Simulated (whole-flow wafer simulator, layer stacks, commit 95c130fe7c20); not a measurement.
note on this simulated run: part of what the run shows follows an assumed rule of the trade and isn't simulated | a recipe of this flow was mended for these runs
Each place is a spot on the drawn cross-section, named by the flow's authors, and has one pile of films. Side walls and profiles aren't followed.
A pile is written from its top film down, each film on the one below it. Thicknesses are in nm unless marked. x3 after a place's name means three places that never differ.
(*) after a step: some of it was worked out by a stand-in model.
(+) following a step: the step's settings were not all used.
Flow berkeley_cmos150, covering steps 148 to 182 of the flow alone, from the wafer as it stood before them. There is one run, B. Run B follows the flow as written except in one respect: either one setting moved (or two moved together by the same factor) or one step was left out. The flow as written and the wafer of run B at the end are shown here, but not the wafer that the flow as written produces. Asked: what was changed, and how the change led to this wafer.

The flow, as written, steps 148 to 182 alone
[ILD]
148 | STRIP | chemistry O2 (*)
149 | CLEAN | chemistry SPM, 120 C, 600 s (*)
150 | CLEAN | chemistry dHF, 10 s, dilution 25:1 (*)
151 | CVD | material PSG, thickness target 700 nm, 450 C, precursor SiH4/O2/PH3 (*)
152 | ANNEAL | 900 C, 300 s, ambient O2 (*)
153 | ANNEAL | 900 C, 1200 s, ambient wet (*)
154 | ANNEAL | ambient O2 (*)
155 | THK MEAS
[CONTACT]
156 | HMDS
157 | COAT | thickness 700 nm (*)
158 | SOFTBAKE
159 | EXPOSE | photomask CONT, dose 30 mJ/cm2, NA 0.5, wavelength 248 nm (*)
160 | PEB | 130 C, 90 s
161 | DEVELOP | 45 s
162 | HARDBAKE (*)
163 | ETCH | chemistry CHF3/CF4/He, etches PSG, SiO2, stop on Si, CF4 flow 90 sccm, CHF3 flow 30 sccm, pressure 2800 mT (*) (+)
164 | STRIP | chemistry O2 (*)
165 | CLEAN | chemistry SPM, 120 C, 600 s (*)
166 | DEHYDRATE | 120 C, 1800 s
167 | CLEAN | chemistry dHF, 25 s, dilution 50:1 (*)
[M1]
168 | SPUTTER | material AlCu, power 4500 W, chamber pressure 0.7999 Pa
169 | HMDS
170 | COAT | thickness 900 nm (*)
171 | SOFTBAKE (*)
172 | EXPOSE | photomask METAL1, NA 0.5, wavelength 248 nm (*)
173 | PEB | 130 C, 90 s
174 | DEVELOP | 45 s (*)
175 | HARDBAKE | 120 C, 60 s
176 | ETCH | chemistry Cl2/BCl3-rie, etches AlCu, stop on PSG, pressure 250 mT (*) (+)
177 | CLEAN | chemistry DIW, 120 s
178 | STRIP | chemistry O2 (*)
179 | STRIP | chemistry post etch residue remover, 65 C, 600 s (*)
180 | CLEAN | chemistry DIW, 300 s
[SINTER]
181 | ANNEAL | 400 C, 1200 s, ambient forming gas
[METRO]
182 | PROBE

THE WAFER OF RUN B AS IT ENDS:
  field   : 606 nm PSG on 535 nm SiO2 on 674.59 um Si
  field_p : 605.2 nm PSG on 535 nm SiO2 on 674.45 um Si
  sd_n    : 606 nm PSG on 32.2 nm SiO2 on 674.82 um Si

The reason: step 153, ANNEAL: 875 C was run, while the flow as written has 900 C.

The path from the change to this, step by step:
  153 | ANNEAL | 900 C, 1200 s, ambient wet (*)
      sd_n, contact, m1: PSG loses 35, SiO2 gains 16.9, Si loses 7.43 (in the flow as written it would be: PSG loses 35, SiO2 gains 22.8, Si loses 10)
      field, field_p: PSG loses 35, SiO2 gains 12.5, Si loses 5.5 (in the flow as written it would be: PSG loses 35, SiO2 gains 16.3, Si loses 7.15)
      (as well as at 3 more places)
  163 | ETCH | chemistry CHF3/CF4/He, etches PSG, SiO2, stop on Si, CF4 flow 90 sccm, CHF3 flow 30 sccm, pressure 2800 mT (*) (+)
      contact: PSG loses 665 (all of it), SiO2 loses 32.2 (all of it), Si loses 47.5 (in the flow as written it would be: PSG loses 665 (all of it), SiO2 loses 38.1 (all of it), Si loses 47.5)
  176 | ETCH | chemistry Cl2/BCl3-rie, etches AlCu, stop on PSG, pressure 250 mT (*) (+)
      gate_p: AlCu loses 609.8 (all of it), PSG loses 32 (in the flow as written it would be: AlCu loses 616.1 (all of it), PSG loses 31.2)
